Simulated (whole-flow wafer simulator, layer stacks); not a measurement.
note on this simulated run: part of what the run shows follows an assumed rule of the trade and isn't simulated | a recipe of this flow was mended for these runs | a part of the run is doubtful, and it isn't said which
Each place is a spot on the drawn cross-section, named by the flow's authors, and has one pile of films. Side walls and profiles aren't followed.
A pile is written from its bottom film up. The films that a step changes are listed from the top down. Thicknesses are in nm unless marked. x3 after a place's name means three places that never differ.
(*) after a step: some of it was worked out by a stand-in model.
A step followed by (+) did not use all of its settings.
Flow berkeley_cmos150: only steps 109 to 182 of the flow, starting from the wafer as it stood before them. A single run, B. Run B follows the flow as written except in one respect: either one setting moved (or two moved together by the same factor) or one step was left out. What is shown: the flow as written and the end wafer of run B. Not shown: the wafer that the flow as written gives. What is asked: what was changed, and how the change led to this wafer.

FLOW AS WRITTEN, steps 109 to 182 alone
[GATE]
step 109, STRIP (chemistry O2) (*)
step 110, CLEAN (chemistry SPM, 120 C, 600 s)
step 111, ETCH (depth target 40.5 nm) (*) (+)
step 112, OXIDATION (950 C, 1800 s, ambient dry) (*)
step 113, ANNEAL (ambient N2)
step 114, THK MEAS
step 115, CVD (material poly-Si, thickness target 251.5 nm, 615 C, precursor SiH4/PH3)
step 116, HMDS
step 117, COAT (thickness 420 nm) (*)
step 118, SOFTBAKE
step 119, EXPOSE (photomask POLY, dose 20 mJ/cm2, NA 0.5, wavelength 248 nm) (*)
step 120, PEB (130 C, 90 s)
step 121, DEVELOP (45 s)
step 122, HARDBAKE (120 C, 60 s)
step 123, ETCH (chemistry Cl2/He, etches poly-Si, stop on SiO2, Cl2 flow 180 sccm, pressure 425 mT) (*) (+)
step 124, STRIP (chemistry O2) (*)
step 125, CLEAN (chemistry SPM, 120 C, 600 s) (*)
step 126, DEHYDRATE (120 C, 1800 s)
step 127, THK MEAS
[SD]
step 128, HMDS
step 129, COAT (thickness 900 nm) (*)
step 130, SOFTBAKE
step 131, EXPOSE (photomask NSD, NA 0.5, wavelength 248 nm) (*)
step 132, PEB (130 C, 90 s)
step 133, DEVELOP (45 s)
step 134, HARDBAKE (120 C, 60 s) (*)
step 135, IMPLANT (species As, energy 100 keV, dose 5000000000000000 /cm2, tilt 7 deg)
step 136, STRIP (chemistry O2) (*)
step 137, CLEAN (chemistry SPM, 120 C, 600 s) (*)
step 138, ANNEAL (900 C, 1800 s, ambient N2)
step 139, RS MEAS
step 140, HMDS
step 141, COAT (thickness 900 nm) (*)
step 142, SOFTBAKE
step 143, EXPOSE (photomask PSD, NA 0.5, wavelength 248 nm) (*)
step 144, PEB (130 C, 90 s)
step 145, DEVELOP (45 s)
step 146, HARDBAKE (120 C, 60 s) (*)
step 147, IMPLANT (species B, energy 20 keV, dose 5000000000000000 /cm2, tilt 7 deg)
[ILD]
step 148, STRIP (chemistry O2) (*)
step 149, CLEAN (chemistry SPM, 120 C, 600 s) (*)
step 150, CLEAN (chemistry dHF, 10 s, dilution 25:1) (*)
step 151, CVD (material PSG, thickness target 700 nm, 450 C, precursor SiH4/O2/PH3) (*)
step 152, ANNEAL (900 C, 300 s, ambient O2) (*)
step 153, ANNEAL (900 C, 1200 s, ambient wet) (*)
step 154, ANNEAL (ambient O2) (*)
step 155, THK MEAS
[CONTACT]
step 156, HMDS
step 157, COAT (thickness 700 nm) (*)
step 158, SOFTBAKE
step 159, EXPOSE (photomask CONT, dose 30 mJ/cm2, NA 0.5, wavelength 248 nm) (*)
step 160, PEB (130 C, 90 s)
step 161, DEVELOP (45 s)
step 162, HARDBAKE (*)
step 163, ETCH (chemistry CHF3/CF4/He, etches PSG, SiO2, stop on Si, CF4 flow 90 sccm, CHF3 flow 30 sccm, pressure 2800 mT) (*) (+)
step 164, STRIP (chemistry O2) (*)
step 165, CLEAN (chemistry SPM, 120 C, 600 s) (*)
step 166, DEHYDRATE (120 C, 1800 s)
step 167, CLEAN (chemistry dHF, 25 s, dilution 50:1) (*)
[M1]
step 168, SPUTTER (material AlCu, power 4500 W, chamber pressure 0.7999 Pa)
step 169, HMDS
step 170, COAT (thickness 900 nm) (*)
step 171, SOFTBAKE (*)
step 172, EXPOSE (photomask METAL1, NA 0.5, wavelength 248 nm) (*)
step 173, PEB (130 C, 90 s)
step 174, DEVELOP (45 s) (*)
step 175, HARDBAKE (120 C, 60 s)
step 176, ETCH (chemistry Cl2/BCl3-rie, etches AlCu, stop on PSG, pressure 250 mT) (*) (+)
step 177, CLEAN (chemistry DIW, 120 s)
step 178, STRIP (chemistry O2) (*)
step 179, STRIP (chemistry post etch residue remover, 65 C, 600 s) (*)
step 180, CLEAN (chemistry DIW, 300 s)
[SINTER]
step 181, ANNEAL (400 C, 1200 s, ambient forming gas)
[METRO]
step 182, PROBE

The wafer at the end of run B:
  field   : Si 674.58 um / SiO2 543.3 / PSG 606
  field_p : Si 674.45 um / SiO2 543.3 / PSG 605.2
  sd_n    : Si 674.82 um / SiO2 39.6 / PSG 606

Cause: step 111, ETCH: depth target 35.94 nm was run, though the flow has depth target 40.5 nm.

How this came from the change, step by step:
  step 111, ETCH (depth target 40.5 nm) (*) (+)
      sd_n: SiO2 loses 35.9 (in the flow as written it would be: SiO2 loses 40.4 (all of it))
      field, field_p: SiO2 loses 35.9 (in the flow as written it would be: SiO2 loses 40.5)
  step 112, OXIDATION (950 C, 1800 s, ambient dry) (*)
      sd_n: SiO2 gains 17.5, Si loses 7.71 (in the flow as written it would be: SiO2 gains 20.4 (new film), Si loses 8.98)
  step 176, ETCH (chemistry Cl2/BCl3-rie, etches AlCu, stop on PSG, pressure 250 mT) (*) (+)
      gate_p: AlCu loses 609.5 (all of it), PSG loses 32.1 (in the flow as written it would be: AlCu loses 616.1 (all of it), PSG loses 31.2)
